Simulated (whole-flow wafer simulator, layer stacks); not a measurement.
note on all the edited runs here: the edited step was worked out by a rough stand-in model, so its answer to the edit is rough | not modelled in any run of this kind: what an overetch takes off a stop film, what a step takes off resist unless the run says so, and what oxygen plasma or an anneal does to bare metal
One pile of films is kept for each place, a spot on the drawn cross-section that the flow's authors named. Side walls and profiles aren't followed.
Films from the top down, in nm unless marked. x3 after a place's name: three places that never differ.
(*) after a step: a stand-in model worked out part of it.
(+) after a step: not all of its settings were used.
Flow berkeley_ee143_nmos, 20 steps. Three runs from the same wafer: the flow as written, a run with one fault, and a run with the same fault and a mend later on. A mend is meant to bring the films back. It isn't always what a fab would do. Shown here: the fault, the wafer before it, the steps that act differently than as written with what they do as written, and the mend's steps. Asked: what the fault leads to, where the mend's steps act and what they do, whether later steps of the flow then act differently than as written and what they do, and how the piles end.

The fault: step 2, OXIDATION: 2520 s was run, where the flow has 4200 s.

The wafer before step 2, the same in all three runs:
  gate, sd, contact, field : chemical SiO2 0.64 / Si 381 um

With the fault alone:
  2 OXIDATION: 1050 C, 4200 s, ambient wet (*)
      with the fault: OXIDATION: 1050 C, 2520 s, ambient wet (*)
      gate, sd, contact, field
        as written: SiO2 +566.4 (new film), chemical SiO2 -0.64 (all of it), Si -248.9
        with the fault: SiO2 +415.7 (new film), chemical SiO2 -0.64 (all of it), Si -182.6
  Later steps of the flow that act differently than as written:
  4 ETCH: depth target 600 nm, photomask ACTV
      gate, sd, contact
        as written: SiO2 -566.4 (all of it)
        with the fault: SiO2 -415.7 (all of it)
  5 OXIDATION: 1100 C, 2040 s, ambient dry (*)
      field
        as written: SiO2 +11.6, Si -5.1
        with the fault: SiO2 +15, Si -6.62
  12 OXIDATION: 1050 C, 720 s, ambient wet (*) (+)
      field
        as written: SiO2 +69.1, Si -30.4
        with the fault: SiO2 +87.4, Si -38.5
  At the end the piles differ from the flow's by more than 2% or 0.5 nm, whichever is larger, at field.
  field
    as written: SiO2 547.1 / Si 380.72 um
    with the fault: SiO2 418.1 / Si 380.77 um

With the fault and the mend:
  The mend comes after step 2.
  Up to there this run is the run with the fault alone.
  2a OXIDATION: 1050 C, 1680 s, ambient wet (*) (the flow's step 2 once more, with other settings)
      gate, sd, contact, field
        SiO2 +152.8, Si -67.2
  No later step of the flow acts differently than as written, at any place that is followed, by more than 2% or 0.5 nm, whichever is larger.
  At the end the piles differ from the flow's only slightly at the places that both follow, by at most 2% or 0.5 nm, whichever is larger.
